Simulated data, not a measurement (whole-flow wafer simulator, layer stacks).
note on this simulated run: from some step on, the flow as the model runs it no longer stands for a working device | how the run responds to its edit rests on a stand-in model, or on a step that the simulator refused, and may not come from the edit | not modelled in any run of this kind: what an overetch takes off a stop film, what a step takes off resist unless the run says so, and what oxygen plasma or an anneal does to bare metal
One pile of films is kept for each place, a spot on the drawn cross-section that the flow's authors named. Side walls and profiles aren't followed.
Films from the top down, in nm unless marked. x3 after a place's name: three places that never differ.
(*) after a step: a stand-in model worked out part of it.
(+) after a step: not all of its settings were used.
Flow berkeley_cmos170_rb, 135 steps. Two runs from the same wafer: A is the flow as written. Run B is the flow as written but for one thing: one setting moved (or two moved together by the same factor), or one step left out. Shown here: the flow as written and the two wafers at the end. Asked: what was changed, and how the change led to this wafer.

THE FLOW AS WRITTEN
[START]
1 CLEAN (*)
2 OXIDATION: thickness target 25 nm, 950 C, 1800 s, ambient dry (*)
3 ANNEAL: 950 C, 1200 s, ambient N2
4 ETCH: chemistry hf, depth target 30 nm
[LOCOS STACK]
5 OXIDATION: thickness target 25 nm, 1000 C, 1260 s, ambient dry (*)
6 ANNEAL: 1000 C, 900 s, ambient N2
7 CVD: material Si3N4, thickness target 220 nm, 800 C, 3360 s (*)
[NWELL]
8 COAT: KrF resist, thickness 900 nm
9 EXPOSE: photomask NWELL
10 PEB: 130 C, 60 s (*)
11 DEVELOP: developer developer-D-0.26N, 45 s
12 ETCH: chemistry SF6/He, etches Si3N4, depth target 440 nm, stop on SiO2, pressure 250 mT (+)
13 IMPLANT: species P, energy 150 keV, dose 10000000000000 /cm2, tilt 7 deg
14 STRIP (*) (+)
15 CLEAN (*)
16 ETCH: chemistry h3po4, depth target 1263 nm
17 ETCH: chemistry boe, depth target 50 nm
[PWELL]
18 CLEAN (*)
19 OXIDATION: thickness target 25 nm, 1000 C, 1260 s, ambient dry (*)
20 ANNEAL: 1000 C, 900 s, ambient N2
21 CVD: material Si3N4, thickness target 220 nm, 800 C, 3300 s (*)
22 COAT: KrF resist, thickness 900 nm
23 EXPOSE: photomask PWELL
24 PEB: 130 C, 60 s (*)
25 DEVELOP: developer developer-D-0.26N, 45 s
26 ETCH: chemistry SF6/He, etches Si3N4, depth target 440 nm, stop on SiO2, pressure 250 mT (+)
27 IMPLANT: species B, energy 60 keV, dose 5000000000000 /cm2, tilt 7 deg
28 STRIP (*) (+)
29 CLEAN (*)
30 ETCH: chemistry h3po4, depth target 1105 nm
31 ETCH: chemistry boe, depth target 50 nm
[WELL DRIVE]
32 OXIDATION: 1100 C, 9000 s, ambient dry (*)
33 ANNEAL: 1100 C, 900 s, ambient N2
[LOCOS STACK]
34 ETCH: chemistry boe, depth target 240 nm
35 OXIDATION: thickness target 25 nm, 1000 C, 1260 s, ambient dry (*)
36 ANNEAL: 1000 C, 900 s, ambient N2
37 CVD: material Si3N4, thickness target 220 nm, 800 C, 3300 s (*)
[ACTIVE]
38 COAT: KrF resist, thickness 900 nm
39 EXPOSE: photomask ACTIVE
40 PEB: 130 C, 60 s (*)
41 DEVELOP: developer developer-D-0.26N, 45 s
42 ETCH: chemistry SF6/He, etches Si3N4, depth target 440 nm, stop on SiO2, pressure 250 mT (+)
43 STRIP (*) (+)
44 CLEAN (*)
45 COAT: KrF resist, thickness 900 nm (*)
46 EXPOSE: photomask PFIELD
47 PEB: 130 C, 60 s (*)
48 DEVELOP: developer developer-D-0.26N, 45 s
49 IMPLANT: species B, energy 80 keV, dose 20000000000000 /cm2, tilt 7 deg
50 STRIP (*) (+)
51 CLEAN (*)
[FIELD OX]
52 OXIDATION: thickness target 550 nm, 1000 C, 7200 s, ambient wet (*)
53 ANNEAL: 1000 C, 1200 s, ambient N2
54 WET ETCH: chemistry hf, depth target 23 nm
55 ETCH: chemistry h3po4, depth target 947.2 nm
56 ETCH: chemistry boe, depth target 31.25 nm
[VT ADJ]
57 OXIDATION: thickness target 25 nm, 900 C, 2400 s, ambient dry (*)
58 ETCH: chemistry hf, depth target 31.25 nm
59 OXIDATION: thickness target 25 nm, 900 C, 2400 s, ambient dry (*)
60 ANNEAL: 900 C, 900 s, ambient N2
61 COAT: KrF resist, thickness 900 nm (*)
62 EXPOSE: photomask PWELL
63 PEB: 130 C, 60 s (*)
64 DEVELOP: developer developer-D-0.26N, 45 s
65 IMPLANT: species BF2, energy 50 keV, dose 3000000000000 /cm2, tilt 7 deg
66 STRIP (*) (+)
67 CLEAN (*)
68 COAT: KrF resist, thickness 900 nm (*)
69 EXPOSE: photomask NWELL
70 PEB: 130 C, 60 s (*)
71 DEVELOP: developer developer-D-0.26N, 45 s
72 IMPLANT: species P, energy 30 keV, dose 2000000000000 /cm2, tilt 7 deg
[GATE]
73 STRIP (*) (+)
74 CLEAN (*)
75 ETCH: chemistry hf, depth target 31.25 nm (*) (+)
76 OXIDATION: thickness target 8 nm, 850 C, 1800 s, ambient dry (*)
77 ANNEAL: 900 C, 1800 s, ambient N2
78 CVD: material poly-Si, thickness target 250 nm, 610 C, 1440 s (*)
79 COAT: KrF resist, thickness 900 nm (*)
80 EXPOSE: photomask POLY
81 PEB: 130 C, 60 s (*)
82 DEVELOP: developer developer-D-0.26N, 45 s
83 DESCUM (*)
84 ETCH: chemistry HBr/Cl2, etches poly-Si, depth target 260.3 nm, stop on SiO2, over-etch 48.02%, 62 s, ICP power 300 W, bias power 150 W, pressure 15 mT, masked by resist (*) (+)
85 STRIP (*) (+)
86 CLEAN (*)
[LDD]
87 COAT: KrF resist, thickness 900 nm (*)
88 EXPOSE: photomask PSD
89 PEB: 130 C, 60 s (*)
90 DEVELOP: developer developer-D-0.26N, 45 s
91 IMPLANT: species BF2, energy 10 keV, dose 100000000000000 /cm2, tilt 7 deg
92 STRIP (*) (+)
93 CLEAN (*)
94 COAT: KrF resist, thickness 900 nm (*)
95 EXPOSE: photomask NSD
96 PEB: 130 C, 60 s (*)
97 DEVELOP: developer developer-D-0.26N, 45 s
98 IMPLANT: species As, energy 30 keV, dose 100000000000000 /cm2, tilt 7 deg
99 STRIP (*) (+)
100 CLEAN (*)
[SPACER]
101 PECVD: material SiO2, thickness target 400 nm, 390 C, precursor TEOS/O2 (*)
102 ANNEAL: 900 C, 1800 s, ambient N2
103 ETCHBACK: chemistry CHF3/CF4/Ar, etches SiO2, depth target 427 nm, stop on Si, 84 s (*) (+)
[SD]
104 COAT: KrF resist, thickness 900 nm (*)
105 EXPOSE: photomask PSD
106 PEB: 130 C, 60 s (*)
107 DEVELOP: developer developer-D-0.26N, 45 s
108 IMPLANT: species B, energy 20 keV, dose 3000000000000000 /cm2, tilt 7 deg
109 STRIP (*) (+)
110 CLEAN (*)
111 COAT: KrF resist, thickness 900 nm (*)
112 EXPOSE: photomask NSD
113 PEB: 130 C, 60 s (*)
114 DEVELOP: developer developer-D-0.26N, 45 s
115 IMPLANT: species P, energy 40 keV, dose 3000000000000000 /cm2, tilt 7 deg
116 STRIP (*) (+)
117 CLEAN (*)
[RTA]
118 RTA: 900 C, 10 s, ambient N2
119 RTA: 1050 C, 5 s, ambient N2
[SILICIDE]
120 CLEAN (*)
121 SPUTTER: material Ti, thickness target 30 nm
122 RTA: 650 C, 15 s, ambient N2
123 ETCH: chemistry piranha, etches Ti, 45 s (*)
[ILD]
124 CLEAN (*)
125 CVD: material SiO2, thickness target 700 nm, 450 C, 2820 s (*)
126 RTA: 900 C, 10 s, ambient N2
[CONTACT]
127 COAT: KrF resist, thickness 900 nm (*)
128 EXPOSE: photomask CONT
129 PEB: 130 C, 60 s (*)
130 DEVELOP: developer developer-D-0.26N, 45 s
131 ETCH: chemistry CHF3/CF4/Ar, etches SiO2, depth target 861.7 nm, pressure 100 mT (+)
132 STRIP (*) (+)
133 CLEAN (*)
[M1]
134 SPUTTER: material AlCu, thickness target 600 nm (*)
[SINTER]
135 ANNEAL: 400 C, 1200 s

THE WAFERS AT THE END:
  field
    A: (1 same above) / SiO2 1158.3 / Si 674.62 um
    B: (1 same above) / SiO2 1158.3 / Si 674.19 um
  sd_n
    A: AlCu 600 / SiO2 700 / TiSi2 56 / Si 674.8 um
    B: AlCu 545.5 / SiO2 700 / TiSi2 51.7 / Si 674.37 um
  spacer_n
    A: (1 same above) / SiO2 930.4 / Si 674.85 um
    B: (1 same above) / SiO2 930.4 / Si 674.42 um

The cause: step 19, OXIDATION: thickness target 25 nm, 1000 C, 1260 s, ambient dry (*), was left out.

How the change led to this, step by step:
  26 ETCH: chemistry SF6/He, etches Si3N4, depth target 440 nm, stop on SiO2, pressure 250 mT (+)
      field, sd_n, spacer_n, gate, contact: A Si3N4 -220 (all of it) | B Si3N4 -220 (all of it), Si -440
      sd_p, spacer_p, gate_p, m1: A KrF resist -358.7 | B KrF resist -478.3
  28 STRIP (*) (+)
      sd_p, spacer_p, gate_p, m1: A KrF resist -527.1 (all of it) | B KrF resist -407.5 (all of it)
  31 ETCH: chemistry boe, depth target 50 nm
      field, sd_n, spacer_n and 6 more: A SiO2 -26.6 (all of it) | B nothing
  38 COAT: KrF resist, thickness 900 nm
      field: A KrF resist +900 (new film) | B KrF resist +1078.6 (new film)
      sd_n: A KrF resist +900 (new film) | B KrF resist +1034.1 (new film)
      (and at 7 more places)
  41 DEVELOP: developer developer-D-0.26N, 45 s
      field: A KrF resist -900 (all of it) | B KrF resist -1078.6 (all of it)
  43 STRIP (*) (+)
      sd_n: A KrF resist -527.1 (all of it) | B KrF resist -661.2 (all of it)
      spacer_n: A KrF resist -527.1 (all of it) | B KrF resist -593.3 (all of it)
      (and at 6 more places)
  45 COAT: KrF resist, thickness 900 nm (*)
      field: A KrF resist +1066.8 (new film) | B KrF resist +1247.2 (new film)
      sd_n: A KrF resist +854.5 (new film) | B KrF resist +983.5 (new film)
      (and at 7 more places)
  48 DEVELOP: developer developer-D-0.26N, 45 s
      field: A KrF resist -1066.8 (all of it) | B KrF resist -1247.2 (all of it)
  50 STRIP (*) (+)
      sd_n: A KrF resist -840.3 (all of it) | B KrF resist -969.3 (all of it)
      spacer_n: A KrF resist -861 (all of it) | B KrF resist -914.7 (all of it)
      (and at 6 more places)
  52 OXIDATION: thickness target 550 nm, 1000 C, 7200 s, ambient wet (*)
      sd_p: A SiO2 +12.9 (new film), Si3N4 -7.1, SiO2 +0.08, Si -0.08 | B SiO2 +12.9 (new film), Si3N4 -7.1
      m1: A SiO2 +12.9 (new film), Si3N4 -7.1, SiO2 +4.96, Si -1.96 | B SiO2 +12.9 (new film), Si3N4 -7.1
  56 ETCH: chemistry boe, depth target 31.25 nm
      m1: A SiO2 -31.5 (all of it) | B SiO2 -26.6 (all of it)
  61 COAT: KrF resist, thickness 900 nm (*)
      field: A KrF resist +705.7 (new film) | B KrF resist +862.9 (new film)
      sd_n: A KrF resist +957.5 (new film) | B KrF resist +1072.2 (new film)
      (and at 7 more places)
  64 DEVELOP: developer developer-D-0.26N, 45 s
      field: A KrF resist -705.7 (all of it) | B KrF resist -862.9 (all of it)
      sd_n: A KrF resist -957.5 (all of it) | B KrF resist -1072.2 (all of it)
      (and at 3 more places)
  66 STRIP (*) (+)
      sd_p: A KrF resist -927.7 (all of it) | B KrF resist -750.2 (all of it)
      spacer_p: A KrF resist -911 (all of it) | B KrF resist -776.6 (all of it)
      (and at 2 more places)
  68 COAT: KrF resist, thickness 900 nm (*)
      field: A KrF resist +705.7 (new film) | B KrF resist +862.9 (new film)
      sd_n: A KrF resist +957.5 (new film) | B KrF resist +1072.2 (new film)
      (and at 7 more places)
  71 DEVELOP: developer developer-D-0.26N, 45 s
      sd_p: A KrF resist -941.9 (all of it) | B KrF resist -764.4 (all of it)
      spacer_p: A KrF resist -925.2 (all of it) | B KrF resist -790.8 (all of it)
      (and at 1 more place)
  ... 25 more steps ...
  134 SPUTTER: material AlCu, thickness target 600 nm (*)
      sd_n: A AlCu +600 (new film) | B AlCu +545.5 (new film)
      sd_p: A AlCu +545.9 (new film) | B AlCu +600 (new film)
      (and at 1 more place)
